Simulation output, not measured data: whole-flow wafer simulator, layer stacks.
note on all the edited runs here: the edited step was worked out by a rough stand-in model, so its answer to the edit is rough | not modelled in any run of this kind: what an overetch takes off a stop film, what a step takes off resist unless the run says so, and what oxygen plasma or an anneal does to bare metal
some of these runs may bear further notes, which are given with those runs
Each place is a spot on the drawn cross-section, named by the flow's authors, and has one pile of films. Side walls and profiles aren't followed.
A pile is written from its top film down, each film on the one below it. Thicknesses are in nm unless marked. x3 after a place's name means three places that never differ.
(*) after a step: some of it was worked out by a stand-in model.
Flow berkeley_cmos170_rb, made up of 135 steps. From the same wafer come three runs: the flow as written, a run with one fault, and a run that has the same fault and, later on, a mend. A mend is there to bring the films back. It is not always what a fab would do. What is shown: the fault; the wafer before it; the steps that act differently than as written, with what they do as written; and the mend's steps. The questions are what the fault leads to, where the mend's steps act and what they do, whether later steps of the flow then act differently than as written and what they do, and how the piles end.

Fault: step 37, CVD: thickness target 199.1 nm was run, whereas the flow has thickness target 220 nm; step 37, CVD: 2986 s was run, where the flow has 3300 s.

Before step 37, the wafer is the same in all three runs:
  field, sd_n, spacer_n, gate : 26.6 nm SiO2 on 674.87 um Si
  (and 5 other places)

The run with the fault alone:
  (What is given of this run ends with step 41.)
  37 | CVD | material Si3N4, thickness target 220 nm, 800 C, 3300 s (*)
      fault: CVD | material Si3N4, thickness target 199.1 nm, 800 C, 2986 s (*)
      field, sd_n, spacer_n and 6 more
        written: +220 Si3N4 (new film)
        fault: +199.1 Si3N4 (new film)
  Later steps of the flow up to step 41 that are run all act as written at every place that is followed.
  After step 41, at field, sd_n, spacer_n and 6 more, the piles differ from the flow's by more than 2% or 0.5 nm, whichever is larger.
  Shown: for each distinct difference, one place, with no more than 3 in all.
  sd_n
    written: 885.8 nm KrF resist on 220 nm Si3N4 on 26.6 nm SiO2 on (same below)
    fault: 885.8 nm KrF resist on 199.1 nm Si3N4 on 26.6 nm SiO2 on (same below)
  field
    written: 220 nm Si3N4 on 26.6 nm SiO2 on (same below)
    fault: 199.1 nm Si3N4 on 26.6 nm SiO2 on (same below)

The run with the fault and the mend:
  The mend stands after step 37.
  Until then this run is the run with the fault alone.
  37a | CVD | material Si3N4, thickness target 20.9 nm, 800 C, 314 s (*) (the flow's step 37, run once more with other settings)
      field, sd_n, spacer_n and 6 more
        +20.9 Si3N4
  Later steps of the flow that are run all act as written at every place that is followed.
  By the end, the piles equal the flow's at every place that both follow.
